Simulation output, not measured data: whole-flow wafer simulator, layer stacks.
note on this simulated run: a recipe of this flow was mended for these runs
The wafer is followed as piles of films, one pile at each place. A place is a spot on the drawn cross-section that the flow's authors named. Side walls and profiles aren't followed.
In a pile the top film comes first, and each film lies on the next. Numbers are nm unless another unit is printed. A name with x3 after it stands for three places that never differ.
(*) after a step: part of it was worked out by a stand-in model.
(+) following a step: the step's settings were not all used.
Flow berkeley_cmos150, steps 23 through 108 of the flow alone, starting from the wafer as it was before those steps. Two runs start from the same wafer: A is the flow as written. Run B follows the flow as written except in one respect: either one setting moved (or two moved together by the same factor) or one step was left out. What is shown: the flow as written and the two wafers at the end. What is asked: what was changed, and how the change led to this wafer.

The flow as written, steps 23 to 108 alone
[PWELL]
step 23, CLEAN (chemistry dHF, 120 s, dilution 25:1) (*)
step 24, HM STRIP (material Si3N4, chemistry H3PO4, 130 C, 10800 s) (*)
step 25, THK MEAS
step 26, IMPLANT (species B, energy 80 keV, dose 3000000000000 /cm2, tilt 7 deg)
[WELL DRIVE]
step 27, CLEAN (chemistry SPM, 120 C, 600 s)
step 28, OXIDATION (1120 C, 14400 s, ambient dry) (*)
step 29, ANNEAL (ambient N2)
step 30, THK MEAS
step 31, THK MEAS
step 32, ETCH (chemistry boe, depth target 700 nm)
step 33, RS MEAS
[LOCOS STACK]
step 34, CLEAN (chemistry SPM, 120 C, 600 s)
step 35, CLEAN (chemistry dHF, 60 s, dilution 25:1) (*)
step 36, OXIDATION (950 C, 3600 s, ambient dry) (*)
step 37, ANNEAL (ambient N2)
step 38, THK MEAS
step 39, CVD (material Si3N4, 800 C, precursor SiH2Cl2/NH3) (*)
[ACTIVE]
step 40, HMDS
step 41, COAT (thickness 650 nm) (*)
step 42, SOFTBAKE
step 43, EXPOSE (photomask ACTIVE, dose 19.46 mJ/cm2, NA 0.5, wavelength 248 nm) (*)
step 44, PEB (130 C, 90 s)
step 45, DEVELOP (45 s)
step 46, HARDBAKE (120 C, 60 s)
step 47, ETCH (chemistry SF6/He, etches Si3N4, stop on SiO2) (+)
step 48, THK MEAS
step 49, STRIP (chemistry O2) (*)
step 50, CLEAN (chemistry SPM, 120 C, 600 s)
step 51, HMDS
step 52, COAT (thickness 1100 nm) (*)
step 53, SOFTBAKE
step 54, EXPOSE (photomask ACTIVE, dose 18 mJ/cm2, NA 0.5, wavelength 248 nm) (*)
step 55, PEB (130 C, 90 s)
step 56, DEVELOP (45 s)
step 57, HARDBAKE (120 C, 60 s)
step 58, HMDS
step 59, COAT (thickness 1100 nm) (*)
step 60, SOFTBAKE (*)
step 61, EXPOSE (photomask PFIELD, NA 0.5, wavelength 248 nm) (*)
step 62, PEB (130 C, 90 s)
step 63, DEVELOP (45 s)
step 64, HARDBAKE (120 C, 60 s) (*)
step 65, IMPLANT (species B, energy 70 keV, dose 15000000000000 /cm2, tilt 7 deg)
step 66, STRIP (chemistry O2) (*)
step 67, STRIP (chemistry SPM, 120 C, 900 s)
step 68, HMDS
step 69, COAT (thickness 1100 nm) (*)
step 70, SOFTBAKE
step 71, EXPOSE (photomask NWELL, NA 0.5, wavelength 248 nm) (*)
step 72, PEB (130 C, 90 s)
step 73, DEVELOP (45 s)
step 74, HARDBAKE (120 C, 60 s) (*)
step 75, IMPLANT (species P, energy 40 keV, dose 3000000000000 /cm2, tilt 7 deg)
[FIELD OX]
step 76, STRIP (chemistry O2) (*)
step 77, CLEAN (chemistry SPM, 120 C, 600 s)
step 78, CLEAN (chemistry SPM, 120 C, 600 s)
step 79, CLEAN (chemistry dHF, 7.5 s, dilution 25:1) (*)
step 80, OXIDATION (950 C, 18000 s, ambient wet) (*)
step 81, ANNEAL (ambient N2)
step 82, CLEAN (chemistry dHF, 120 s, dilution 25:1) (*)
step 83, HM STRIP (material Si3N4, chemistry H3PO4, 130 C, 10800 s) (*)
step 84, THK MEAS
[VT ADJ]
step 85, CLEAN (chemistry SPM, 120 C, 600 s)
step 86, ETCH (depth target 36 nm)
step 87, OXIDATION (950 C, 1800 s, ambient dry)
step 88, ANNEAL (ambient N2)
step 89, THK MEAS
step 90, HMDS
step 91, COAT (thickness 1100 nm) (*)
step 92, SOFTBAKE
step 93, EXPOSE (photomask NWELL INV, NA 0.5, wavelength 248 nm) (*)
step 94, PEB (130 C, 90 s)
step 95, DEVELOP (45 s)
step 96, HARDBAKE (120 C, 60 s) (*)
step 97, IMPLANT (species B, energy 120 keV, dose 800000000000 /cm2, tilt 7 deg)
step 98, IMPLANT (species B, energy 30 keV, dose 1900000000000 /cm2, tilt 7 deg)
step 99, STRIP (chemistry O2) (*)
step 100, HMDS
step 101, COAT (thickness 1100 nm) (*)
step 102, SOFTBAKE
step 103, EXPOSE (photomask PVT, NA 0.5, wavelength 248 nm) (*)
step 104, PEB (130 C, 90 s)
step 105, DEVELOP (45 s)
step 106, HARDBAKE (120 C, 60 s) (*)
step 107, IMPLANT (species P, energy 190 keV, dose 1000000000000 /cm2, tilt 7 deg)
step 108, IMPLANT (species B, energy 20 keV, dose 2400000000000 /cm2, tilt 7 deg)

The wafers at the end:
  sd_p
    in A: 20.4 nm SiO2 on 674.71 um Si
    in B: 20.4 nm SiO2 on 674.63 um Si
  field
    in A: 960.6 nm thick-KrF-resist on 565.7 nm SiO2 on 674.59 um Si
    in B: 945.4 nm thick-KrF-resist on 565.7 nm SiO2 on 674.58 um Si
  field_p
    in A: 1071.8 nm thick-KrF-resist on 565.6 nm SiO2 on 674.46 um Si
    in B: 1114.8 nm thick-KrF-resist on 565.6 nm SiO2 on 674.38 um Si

The reason: step 24, HM STRIP: 208 C was run, whereas the flow has 130 C.

Step by step, how the change led to this:
  step 24, HM STRIP (material Si3N4, chemistry H3PO4, 130 C, 10800 s) (*)
      field, sd_n, gate_n, contact, m1: A -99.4 Si3N4 (all of it), -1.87 SiO2 | B +0.5 chemical SiO2 (new film), -99.4 Si3N4 (all of it), -31.5 SiO2 (all of it), -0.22 Si
      field_p, sd_p, gate_p: A -2.72 SiO2 | B +0.5 chemical SiO2 (new film), -454.6 SiO2 (all of it), -0.22 Si
  step 28, OXIDATION (1120 C, 14400 s, ambient dry) (*)
      field, sd_n, gate_n, contact, m1: A +261.5 SiO2, -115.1 Si | B +287.5 SiO2 (new film), -0.8 chemical SiO2 (all of it), -126.1 Si
      field_p, sd_p, gate_p: A +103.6 SiO2, -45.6 Si | B +287.5 SiO2 (new film), -0.8 chemical SiO2 (all of it), -126.1 Si
  step 32, ETCH (chemistry boe, depth target 700 nm)
      field_p, sd_p, gate_p: A -555.5 SiO2 (all of it) | B -287.5 SiO2 (all of it)
  step 41, COAT (thickness 650 nm) (*)
      field: A +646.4 KrF-resist (new film) | B +600.6 KrF-resist (new film)
      field_p: A +715.2 KrF-resist (new film) | B +749.1 KrF-resist (new film)
      (also at 2 further places)
  step 45, DEVELOP (45 s)
      field: A -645 KrF-resist (all of it) | B -599.3 KrF-resist (all of it)
      field_p: A -713.6 KrF-resist (all of it) | B -747.4 KrF-resist (all of it)
  step 46, HARDBAKE (120 C, 60 s)
      sd_p: A -102.4 KrF-resist | B -105.6 KrF-resist
      gate_p: A -101.7 KrF-resist | B -104.6 KrF-resist
  step 49, STRIP (chemistry O2) (*)
      sd_p: A -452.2 KrF-resist (all of it) | B -470.8 KrF-resist (all of it)
      gate_p: A -448.5 KrF-resist (all of it) | B -465.1 KrF-resist (all of it)
  step 52, COAT (thickness 1100 nm) (*)
      field_p: A +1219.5 thick-KrF-resist (new film) | B +1262.6 thick-KrF-resist (new film)
      sd_p: A +1111.6 thick-KrF-resist (new film) | B +1146.3 thick-KrF-resist (new film)
      (also at 1 further place)
  step 56, DEVELOP (45 s)
      field_p: A -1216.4 thick-KrF-resist (all of it) | B -1259.5 thick-KrF-resist (all of it)
  step 57, HARDBAKE (120 C, 60 s)
      sd_p: A -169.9 thick-KrF-resist | B -175.2 thick-KrF-resist
      gate_p: A -170.5 thick-KrF-resist | B -175.6 thick-KrF-resist
  step 59, COAT (thickness 1100 nm) (*)
      field_p: A +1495 thick-KrF-resist (new film) | B +1543.4 thick-KrF-resist (new film)
      gate_p: A +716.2 thick-KrF-resist | B +730.9 thick-KrF-resist
  step 66, STRIP (chemistry O2) (*)
      field_p: A -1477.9 thick-KrF-resist (all of it) | B -1526 thick-KrF-resist (all of it)
      sd_p: A -1563.6 thick-KrF-resist (all of it) | B -1605.6 thick-KrF-resist (all of it)
      (also at 1 further place)
  step 69, COAT (thickness 1100 nm) (*)
      field_p: A +1219.5 thick-KrF-resist (new film) | B +1262.6 thick-KrF-resist (new film)
      sd_p: A +1111.6 thick-KrF-resist (new film) | B +1146.3 thick-KrF-resist (new film)
      (also at 1 further place)
  step 73, DEVELOP (45 s)
      field_p: A -1216.4 thick-KrF-resist (all of it) | B -1259.5 thick-KrF-resist (all of it)
      sd_p: A -1108.9 thick-KrF-resist (all of it) | B -1143.5 thick-KrF-resist (all of it)
      (also at 1 further place)
  step 91, COAT (thickness 1100 nm) (*)
      field_p: A +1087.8 thick-KrF-resist (new film) | B +1130.9 thick-KrF-resist (new film)
      sd_p: A +1317.3 thick-KrF-resist (new film) | B +1352.5 thick-KrF-resist (new film)
      (also at 1 further place)
  step 99, STRIP (chemistry O2) (*)
      field_p: A -1071.8 thick-KrF-resist (all of it) | B -1114.8 thick-KrF-resist (all of it)
      sd_p: A -1300.7 thick-KrF-resist (all of it) | B -1335.8 thick-KrF-resist (all of it)
      (also at 1 further place)
  ... 1 further step ...
  step 105, DEVELOP (45 s)
      sd_p: A -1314 thick-KrF-resist (all of it) | B -1349.1 thick-KrF-resist (all of it)
      gate_p: A -1288.3 thick-KrF-resist (all of it) | B -1321.5 thick-KrF-resist (all of it)
